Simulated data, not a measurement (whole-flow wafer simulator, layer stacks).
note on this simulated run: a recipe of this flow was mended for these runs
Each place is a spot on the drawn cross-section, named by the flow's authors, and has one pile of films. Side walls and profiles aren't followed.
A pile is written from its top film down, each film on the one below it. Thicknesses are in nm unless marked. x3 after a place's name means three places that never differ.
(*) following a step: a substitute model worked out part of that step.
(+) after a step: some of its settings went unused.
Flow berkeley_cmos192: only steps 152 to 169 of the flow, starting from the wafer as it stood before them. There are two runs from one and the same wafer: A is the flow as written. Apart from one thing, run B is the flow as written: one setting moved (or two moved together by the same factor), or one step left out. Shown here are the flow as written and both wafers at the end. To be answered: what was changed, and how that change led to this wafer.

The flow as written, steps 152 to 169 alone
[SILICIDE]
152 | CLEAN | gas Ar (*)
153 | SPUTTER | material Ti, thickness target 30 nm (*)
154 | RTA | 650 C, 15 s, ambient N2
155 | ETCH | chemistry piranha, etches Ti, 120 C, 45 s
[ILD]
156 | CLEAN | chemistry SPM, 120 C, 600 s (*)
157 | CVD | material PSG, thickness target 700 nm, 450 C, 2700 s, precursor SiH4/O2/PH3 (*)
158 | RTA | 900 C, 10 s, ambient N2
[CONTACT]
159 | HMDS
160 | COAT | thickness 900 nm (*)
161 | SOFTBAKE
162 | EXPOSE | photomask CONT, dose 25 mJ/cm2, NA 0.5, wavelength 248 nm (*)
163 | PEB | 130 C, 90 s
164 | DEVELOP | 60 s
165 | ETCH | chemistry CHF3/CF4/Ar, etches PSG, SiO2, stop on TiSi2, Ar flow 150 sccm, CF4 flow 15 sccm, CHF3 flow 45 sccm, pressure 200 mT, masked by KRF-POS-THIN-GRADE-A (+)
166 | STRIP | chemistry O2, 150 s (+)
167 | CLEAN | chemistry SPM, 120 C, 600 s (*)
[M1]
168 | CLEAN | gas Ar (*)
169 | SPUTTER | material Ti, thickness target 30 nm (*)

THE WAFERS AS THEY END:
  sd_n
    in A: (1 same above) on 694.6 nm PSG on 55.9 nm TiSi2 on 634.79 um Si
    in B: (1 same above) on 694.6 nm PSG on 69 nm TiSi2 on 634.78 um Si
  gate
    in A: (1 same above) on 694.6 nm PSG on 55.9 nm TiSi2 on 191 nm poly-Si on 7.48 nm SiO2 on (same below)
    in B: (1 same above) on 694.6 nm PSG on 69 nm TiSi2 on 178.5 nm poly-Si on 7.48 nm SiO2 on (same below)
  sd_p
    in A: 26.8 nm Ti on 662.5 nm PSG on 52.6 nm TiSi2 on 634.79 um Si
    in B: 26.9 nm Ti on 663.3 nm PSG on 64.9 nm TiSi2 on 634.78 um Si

What caused this: step 153, SPUTTER: thickness target 37 nm was run, whereas the flow has thickness target 30 nm.

How this came from the change, step by step:
  153 | SPUTTER | material Ti, thickness target 30 nm (*)
      field, sd_n, spacer_n, gate, spacer_p, gate_p, contact, m1: A Ti gains 30 (new film) | B Ti gains 37 (new film)
      sd_p: A Ti gains 28.2 (new film) | B Ti gains 34.8 (new film)
  154 | RTA | 650 C, 15 s, ambient N2
      sd_n, contact, m1: A Ti loses 23.4, TiSi first gains 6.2 (new film), TiSi2 C49 gains 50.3 (new film), Si loses 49 | B Ti loses 28.9, TiSi first gains 21.1 (new film), TiSi2 C49 gains 42.1 (new film), Si loses 51.5
      gate, gate_p: A Ti loses 23.4, TiSi first gains 6.2 (new film), TiSi2 C49 gains 50.3 (new film), poly-Si loses 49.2 | B Ti loses 28.9, TiSi first gains 21.1 (new film), TiSi2 C49 gains 42.1 (new film), poly-Si loses 51.7
      (and at 1 other place as well)
  155 | ETCH | chemistry piranha, etches Ti, 120 C, 45 s
      sd_n, gate, gate_p, contact, m1: A Ti loses 6.6 (all of it), TiSi first loses 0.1 | B Ti loses 8.14 (all of it), TiSi first loses 0.1
      field, spacer_n, spacer_p: A Ti loses 30 (all of it) | B Ti loses 37 (all of it)
      (and at 1 other place as well)
  158 | RTA | 900 C, 10 s, ambient N2
      sd_n, contact, m1: A under 1 film: TiSi2 gains 55.9 (new film), TiSi first loses 6.09 (all of it), TiSi2 C49 loses 50.3 (all of it), Si loses 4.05 | B under 1 film: TiSi2 gains 69 (new film), TiSi first loses 20.9 (all of it), TiSi2 C49 loses 42.1 (all of it), Si loses 13.9
      gate, gate_p: A under 1 film: TiSi2 gains 55.9 (new film), TiSi first loses 6.09 (all of it), TiSi2 C49 loses 50.3 (all of it), poly-Si loses 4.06 | B under 1 film: TiSi2 gains 69 (new film), TiSi first loses 20.9 (all of it), TiSi2 C49 loses 42.1 (all of it), poly-Si loses 14
      (and at 1 other place as well)
